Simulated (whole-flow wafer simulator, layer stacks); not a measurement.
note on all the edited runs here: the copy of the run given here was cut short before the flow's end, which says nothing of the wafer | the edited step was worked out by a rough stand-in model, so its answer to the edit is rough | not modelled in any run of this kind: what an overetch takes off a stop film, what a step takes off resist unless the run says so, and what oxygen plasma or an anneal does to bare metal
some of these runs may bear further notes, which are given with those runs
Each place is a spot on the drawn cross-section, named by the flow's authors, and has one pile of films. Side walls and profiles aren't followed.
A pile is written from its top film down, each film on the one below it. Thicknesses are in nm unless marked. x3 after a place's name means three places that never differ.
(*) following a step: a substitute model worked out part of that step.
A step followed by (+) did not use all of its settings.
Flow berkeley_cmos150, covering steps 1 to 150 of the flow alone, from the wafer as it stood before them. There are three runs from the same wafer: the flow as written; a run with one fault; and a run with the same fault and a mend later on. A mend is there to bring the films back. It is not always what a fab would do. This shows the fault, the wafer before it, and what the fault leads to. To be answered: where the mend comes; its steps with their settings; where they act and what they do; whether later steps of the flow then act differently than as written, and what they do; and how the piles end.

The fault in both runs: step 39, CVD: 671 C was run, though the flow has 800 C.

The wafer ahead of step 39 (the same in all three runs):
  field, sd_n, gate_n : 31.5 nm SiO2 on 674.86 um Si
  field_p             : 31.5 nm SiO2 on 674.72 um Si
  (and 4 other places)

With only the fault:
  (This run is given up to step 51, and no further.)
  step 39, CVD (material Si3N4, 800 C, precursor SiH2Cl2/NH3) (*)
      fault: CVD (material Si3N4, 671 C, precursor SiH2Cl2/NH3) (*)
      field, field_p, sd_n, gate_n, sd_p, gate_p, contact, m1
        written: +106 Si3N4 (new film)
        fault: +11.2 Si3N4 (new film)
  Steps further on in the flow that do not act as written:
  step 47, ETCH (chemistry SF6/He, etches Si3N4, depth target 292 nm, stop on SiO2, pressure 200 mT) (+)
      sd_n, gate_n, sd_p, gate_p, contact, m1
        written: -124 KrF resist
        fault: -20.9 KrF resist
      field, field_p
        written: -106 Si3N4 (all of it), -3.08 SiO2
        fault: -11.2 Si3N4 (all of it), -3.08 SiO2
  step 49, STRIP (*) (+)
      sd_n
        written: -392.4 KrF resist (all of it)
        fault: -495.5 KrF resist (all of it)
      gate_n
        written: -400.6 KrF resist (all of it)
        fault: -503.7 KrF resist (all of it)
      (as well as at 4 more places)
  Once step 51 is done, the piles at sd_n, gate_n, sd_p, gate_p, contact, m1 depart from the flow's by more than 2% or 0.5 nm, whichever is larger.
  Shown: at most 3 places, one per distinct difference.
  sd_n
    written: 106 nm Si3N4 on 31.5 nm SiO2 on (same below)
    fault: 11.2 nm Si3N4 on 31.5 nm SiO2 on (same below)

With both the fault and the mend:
  The mend stands after step 46.
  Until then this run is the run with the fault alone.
  step 46a, STRIP (*) (+)
      sd_n
        -516.3 KrF resist (all of it)
      gate_n
        -524.6 KrF resist (all of it)
      sd_p
        -566.8 KrF resist (all of it)
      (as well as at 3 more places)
  step 46b, CLEAN (chemistry SPM)
      leaves every film unchanged at each place that is followed
  step 46c, CVD (material Si3N4, 800 C, precursor SiH2Cl2/NH3) (*) (a further turn of the flow's step 39; the settings that differ are not printed)
      field, field_p, sd_n, gate_n, sd_p, gate_p, contact, m1
        +94.9 Si3N4
  step 46d, HMDS (a further turn of the flow's step 40)
      leaves every film unchanged at each place that is followed
  step 46e, COAT (KrF resist, thickness 650 nm) (*) (a further turn of the flow's step 41)
      field
        +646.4 KrF resist (new film)
      field_p
        +715.2 KrF resist (new film)
      sd_n
        +633.7 KrF resist (new film)
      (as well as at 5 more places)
  step 46f, SOFTBAKE (KrF resist) (a further turn of the flow's step 42)
      leaves every film unchanged at each place that is followed
  step 46g, EXPOSE (photomask ACTIVE, dose 19.46 mJ/cm2, NA 0.5, wavelength 248 nm) (*) (a further turn of the flow's step 43)
      leaves every film unchanged at each place that is followed
  step 46h, PEB (KrF resist, 130 C, 60 s) (a further turn of the flow's step 44)
      gate_n, contact, m1
        -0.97 KrF resist
      field
        -0.98 KrF resist
      field_p
        -1.1 KrF resist
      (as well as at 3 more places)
  step 46i, DEVELOP (KrF resist, thickness 650 nm, developer developer-D-0.26N) (a further turn of the flow's step 45)
      sd_n, gate_n, sd_p, gate_p, contact, m1
        -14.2 KrF resist
      field
        -645.4 KrF resist (all of it)
      field_p
        -714.1 KrF resist (all of it)
  step 46j, HARDBAKE (140 C, 30 s) (a further turn of the flow's step 46)
      sd_n
        -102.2 KrF resist
      gate_n
        -103.8 KrF resist
      sd_p
        -112.2 KrF resist
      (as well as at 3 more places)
  Later steps of the flow that are run all act as written at every place that is followed, up to a difference of at most 2% or 0.5 nm, whichever is larger.
  The piles end the same as the flow's at every place that both follow.
